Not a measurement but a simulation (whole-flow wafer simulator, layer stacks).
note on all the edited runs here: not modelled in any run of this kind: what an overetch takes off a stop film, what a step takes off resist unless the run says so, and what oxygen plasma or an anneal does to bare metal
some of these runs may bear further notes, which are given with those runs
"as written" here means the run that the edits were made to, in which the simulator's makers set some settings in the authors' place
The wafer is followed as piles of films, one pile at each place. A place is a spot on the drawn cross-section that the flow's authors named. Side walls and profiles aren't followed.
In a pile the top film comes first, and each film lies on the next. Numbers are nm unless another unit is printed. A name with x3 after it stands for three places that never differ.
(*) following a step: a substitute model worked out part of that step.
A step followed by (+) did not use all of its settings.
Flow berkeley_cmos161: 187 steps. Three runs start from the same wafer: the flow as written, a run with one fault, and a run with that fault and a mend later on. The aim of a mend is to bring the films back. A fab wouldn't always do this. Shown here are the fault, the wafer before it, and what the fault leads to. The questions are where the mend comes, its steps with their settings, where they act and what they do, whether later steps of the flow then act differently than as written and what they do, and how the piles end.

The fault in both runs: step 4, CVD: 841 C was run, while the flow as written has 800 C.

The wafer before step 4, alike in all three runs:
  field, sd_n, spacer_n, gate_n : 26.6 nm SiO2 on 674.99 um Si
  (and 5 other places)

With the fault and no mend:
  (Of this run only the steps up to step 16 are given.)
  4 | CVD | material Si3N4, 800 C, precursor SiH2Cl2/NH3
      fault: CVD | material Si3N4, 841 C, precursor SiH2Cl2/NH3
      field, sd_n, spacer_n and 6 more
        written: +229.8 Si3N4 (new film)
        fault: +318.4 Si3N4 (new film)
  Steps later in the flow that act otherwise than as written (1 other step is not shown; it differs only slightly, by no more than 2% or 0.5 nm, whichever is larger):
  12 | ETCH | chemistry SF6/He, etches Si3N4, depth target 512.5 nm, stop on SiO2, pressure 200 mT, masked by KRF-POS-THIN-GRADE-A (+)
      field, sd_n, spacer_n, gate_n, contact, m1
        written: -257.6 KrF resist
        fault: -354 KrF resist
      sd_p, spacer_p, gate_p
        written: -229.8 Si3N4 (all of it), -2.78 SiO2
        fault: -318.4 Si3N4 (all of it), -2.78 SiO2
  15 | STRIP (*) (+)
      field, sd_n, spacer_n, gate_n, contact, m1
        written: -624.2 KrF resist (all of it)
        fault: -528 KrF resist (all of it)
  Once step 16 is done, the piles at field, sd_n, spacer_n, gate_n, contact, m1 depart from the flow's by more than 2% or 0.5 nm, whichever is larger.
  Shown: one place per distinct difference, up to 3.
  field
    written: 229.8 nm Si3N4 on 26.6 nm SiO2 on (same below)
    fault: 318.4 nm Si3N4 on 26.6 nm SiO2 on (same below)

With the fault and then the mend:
  The mend follows step 4.
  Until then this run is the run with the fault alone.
  4a | ETCH | chemistry h3po4, depth target 366.2 nm
      field, sd_n, spacer_n and 6 more
        -318.4 Si3N4 (all of it)
  4b | CLEAN | chemistry SC1/SC2 (the flow's step 1, run once more)
      alters no film at any place that is followed
  4c | CVD | material Si3N4, 800 C, precursor SiH2Cl2/NH3 (the flow's step 4, run once more)
      field, sd_n, spacer_n and 6 more
        +229.8 Si3N4 (new film)
  Later steps of the flow that are run all act as written at every place that is followed.
  At every place that both follow, the piles at the end match the flow's.
